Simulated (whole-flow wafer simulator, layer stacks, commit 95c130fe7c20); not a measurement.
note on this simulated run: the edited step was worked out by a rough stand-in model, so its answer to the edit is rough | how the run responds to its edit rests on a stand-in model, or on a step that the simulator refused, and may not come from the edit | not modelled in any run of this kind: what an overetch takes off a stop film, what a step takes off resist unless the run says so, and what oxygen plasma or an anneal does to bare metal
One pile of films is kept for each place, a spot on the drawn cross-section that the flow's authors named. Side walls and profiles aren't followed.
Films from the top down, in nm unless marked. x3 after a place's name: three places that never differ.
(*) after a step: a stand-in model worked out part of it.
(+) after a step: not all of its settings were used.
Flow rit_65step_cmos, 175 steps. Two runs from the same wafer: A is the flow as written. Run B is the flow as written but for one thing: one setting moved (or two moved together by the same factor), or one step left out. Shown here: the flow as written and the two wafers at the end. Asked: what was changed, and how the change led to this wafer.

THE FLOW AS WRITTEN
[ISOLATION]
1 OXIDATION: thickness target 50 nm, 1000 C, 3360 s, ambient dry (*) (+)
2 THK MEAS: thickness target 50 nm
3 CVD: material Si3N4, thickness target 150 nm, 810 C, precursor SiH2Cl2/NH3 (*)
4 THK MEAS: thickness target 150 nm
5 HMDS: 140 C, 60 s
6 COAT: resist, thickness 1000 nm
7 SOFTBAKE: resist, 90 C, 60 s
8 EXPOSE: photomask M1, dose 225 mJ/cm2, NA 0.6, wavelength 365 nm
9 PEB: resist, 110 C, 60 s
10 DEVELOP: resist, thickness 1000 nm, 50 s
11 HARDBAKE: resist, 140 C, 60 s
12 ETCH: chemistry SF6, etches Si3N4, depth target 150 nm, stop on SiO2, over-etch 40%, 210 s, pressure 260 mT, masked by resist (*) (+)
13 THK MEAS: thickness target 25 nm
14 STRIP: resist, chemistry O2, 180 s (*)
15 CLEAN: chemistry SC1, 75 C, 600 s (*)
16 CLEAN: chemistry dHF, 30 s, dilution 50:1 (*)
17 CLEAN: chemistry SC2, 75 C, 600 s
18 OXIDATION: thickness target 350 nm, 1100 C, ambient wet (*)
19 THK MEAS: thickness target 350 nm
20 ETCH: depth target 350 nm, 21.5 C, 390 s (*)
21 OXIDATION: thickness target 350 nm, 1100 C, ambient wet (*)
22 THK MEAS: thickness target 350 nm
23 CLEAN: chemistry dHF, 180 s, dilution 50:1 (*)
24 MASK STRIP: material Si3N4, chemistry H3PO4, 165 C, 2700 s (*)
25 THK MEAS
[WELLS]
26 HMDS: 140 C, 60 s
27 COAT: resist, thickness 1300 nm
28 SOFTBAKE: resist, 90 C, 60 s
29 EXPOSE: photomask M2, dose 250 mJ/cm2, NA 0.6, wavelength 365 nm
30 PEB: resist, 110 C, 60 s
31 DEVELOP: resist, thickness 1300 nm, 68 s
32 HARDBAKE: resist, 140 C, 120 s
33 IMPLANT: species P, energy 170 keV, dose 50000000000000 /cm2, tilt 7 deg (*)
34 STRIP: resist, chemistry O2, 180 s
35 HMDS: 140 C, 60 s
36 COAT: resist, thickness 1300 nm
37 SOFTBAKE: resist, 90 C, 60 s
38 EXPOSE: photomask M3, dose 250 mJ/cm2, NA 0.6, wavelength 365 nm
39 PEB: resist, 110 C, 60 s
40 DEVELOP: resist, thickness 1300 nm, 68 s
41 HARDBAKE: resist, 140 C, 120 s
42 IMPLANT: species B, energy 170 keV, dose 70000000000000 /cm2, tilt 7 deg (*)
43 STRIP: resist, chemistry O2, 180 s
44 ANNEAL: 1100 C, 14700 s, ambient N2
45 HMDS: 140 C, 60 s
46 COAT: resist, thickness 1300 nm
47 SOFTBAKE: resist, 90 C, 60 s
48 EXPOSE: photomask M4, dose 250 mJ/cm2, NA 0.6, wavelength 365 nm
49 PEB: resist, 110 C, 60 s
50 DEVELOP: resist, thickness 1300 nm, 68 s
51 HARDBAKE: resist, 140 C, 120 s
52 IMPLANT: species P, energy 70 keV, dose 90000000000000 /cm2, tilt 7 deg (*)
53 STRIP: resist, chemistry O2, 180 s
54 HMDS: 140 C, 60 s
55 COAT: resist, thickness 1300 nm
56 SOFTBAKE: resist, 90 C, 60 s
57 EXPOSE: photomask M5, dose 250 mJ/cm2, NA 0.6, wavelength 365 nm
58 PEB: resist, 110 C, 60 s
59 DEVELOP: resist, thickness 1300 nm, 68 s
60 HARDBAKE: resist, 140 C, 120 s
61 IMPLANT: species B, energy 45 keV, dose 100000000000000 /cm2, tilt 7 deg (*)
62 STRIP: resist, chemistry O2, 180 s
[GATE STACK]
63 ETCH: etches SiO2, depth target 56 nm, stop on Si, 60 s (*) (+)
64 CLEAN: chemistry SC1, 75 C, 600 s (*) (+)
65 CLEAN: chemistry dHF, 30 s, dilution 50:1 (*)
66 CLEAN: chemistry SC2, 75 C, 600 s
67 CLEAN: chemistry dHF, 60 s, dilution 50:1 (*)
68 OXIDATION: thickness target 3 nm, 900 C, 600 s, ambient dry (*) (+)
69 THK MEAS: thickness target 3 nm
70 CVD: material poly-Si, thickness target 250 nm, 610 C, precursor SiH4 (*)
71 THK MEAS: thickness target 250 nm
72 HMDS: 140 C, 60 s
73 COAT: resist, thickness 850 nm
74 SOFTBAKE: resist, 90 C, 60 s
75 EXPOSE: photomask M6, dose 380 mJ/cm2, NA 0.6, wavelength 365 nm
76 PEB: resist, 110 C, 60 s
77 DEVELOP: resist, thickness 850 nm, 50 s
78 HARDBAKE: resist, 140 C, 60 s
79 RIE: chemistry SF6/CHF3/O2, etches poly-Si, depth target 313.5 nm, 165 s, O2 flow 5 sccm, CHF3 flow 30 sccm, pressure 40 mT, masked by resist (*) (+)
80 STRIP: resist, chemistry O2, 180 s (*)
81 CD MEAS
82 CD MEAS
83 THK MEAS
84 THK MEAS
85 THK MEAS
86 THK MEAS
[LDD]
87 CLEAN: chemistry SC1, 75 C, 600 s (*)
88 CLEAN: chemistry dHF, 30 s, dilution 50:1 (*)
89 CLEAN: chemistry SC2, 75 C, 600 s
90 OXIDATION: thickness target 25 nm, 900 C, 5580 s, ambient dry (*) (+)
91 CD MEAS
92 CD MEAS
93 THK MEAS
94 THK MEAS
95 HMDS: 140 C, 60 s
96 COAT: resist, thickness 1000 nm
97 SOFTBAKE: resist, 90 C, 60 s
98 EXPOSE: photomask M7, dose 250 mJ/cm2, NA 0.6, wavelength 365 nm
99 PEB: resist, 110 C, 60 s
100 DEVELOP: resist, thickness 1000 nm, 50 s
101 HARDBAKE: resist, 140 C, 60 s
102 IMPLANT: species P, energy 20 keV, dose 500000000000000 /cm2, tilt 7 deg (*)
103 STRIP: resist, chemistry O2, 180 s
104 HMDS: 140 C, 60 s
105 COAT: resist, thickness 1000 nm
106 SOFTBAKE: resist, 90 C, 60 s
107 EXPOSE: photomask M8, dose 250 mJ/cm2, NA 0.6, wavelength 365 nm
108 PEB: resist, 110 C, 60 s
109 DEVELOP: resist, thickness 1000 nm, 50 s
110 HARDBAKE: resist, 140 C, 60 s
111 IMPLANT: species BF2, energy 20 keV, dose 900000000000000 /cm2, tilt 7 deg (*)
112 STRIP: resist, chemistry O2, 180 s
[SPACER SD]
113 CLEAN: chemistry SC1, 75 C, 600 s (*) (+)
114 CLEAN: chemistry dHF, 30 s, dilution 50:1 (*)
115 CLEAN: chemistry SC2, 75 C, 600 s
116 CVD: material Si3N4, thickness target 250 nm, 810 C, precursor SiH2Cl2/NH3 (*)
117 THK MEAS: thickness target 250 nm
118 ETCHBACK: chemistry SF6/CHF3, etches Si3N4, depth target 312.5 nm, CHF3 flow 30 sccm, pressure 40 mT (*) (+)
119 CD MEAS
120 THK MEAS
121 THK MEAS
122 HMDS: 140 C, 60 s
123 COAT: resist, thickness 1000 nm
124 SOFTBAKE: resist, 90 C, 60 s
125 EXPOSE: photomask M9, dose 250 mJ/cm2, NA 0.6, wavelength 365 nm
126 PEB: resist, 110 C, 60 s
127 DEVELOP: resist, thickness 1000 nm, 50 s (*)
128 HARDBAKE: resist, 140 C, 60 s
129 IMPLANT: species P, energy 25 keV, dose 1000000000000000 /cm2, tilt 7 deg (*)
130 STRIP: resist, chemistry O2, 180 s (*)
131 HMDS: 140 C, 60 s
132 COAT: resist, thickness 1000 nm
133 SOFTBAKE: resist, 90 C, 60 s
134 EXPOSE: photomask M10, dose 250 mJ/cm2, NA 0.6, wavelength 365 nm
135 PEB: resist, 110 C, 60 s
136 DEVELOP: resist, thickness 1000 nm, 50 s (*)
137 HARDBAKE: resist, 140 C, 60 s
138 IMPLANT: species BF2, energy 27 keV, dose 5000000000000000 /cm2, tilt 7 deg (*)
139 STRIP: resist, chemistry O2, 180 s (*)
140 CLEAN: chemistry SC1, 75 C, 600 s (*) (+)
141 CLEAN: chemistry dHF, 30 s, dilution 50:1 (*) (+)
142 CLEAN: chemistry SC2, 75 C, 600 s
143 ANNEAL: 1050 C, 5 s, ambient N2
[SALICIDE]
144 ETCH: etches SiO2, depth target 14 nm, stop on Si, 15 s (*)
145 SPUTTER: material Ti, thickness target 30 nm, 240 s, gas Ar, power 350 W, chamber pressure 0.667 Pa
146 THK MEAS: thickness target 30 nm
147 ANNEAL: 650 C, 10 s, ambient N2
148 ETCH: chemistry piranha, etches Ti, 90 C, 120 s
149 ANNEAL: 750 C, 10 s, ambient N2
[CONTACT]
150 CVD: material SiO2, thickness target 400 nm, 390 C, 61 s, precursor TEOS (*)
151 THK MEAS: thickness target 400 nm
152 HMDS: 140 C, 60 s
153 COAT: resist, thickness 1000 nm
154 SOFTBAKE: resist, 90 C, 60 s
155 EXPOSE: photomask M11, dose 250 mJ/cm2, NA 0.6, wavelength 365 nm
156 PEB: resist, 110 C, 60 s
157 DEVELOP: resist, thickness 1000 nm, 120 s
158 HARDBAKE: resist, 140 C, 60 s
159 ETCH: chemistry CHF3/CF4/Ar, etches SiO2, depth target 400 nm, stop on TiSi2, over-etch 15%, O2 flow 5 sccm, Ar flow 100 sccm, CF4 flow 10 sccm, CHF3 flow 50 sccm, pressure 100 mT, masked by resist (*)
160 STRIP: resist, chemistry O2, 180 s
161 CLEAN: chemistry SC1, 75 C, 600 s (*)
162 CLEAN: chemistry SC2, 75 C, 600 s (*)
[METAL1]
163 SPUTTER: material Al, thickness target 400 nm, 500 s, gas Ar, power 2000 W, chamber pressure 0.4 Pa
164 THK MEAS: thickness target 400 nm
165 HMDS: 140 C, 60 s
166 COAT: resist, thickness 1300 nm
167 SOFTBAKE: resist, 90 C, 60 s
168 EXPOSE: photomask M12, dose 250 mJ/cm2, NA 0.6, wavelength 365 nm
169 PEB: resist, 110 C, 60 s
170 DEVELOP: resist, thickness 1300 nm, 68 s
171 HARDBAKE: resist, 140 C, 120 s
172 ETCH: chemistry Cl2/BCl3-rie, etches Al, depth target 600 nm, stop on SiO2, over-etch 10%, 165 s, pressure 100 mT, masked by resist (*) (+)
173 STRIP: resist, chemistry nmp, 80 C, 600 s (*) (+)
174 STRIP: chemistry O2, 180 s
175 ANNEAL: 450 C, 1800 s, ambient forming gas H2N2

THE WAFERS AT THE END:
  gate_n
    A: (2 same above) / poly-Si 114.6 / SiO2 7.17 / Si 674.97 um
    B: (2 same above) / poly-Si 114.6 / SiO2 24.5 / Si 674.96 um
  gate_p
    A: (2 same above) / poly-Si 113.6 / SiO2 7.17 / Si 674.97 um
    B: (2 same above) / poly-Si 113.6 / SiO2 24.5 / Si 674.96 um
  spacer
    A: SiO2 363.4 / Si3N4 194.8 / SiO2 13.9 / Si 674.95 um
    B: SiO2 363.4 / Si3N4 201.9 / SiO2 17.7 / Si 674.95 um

The cause: step 68, OXIDATION: 1035 C was run, where the flow has 900 C.

How the change led to this, step by step:
  68 OXIDATION: thickness target 3 nm, 900 C, 600 s, ambient dry (*) (+)
      active_n, active_p, gate_n and 7 more: A SiO2 +7.17 (new film), Si -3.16 | B SiO2 +24.5 (new film), Si -10.8
  79 RIE: chemistry SF6/CHF3/O2, etches poly-Si, depth target 313.5 nm, 165 s, O2 flow 5 sccm, CHF3 flow 30 sccm, pressure 40 mT, masked by resist (*) (+)
      active_n, active_p, spacer, spacer_p, sd_n, sd_p, contact, m1: A poly-Si -250 (all of it), SiO2 -7.17 (all of it) | B poly-Si -250 (all of it), SiO2 -10.9
  80 STRIP: resist, chemistry O2, 180 s (*)
      active_n, active_p, spacer, spacer_p, sd_n, sd_p, contact, m1: A chemical SiO2 +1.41 (new film), Si -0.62 | B nothing
  87 CLEAN: chemistry SC1, 75 C, 600 s (*)
      active_n, active_p, spacer, spacer_p, sd_n, sd_p, contact, m1: A chemical SiO2 -0.81, Si -3.7 | B SiO2 -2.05
  88 CLEAN: chemistry dHF, 30 s, dilution 50:1 (*)
      active_n, active_p, spacer, spacer_p, sd_n, sd_p, contact, m1: A chemical SiO2 -0.6 (all of it) | B SiO2 -2.78
  90 OXIDATION: thickness target 25 nm, 900 C, 5580 s, ambient dry (*) (+)
      active_n, active_p, spacer, spacer_p, sd_n, sd_p, contact, m1: A SiO2 +26.5 (new film), chemical SiO2 -0.4 (all of it), Si -11.5 | B SiO2 +21.5, Si -9.47
  118 ETCHBACK: chemistry SF6/CHF3, etches Si3N4, depth target 312.5 nm, CHF3 flow 30 sccm, pressure 40 mT (*) (+)
      spacer, spacer_p: A Si3N4 -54 | B Si3N4 -47
